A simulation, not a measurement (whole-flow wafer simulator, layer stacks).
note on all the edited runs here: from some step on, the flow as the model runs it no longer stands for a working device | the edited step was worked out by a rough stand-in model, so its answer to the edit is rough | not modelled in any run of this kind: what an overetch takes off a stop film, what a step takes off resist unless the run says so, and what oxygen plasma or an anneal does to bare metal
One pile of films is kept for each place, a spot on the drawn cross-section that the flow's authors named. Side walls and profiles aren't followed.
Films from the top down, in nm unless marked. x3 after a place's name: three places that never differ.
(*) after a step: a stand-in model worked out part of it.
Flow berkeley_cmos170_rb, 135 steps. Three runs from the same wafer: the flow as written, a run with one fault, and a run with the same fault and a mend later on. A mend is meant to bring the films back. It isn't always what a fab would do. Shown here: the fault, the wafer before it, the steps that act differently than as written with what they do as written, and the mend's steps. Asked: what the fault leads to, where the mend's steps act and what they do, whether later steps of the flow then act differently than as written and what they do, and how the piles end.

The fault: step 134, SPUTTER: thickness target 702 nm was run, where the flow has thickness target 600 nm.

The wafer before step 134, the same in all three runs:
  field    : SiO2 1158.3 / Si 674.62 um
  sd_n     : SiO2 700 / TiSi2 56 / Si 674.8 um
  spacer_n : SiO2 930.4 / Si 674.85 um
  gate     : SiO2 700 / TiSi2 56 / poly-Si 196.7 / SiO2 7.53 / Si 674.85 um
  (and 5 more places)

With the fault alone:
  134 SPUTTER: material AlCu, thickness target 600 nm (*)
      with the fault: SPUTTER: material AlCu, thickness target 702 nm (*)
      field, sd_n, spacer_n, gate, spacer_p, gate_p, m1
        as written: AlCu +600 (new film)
        with the fault: AlCu +702 (new film)
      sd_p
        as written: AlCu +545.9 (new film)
        with the fault: AlCu +643.8 (new film)
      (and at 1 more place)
  No later step of the flow acts differently than as written at any place that is followed.
  At the end the piles differ from the flow's by more than 2% or 0.5 nm, whichever is larger, at field, sd_n, spacer_n and 6 more.
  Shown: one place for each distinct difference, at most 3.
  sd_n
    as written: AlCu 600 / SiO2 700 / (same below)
    with the fault: AlCu 702 / SiO2 700 / (same below)
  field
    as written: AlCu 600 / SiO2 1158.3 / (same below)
    with the fault: AlCu 702 / SiO2 1158.3 / (same below)
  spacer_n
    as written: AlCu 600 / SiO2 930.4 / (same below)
    with the fault: AlCu 702 / SiO2 930.4 / (same below)

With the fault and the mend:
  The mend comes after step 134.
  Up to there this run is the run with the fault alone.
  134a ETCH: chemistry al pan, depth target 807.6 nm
      field, sd_n, spacer_n, gate, spacer_p, gate_p, m1
        AlCu -702 (all of it)
      sd_p
        AlCu -643.8 (all of it)
      contact
        AlCu -481.8 (all of it)
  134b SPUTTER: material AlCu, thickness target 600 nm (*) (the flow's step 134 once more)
      field, sd_n, spacer_n, gate, spacer_p, gate_p, m1
        AlCu +600 (new film)
      sd_p
        AlCu +545.9 (new film)
      contact
        AlCu +415.1 (new film)
  No later step of the flow acts differently than as written at any place that is followed.
  At the end the piles are the same as the flow's at every place that both follow.
